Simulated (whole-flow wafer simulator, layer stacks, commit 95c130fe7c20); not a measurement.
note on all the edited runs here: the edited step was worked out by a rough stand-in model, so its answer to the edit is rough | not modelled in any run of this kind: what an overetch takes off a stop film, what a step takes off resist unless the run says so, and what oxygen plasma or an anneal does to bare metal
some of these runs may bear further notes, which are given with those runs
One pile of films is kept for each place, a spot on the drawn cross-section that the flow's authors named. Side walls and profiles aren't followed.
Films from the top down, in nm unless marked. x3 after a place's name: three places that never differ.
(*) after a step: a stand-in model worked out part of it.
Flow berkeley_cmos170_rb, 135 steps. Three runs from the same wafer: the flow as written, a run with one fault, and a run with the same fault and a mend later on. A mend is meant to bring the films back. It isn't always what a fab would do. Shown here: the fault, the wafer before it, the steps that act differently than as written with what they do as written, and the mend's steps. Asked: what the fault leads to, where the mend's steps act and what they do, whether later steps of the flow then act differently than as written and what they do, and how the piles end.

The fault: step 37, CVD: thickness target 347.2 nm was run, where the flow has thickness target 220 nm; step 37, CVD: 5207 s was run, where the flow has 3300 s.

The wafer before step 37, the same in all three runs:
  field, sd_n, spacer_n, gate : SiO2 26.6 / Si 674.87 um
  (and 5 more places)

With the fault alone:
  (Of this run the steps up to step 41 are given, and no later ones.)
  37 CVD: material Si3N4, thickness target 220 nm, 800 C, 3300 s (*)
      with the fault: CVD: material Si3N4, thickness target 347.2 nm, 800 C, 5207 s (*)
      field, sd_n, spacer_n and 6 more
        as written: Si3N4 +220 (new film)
        with the fault: Si3N4 +347.2 (new film)
  No later step of the flow up to step 41 acts differently than as written at any place that is followed.
  After step 41 the piles differ from the flow's by more than 2% or 0.5 nm, whichever is larger, at field, sd_n, spacer_n and 6 more.
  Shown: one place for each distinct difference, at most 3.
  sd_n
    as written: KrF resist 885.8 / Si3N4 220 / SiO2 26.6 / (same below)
    with the fault: KrF resist 885.8 / Si3N4 347.2 / SiO2 26.6 / (same below)
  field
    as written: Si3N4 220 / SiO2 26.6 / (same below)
    with the fault: Si3N4 347.2 / SiO2 26.6 / (same below)

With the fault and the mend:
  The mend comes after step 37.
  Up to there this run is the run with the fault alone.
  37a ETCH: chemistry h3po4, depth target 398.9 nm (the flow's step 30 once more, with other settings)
      field, sd_n, spacer_n and 6 more
        Si3N4 -347.2 (all of it)
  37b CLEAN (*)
      changes no film at any place that is followed
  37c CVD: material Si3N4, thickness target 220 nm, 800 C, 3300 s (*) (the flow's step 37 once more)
      field, sd_n, spacer_n and 6 more
        Si3N4 +220 (new film)
  No later step of the flow acts differently than as written at any place that is followed.
  At the end the piles are the same as the flow's at every place that both follow.
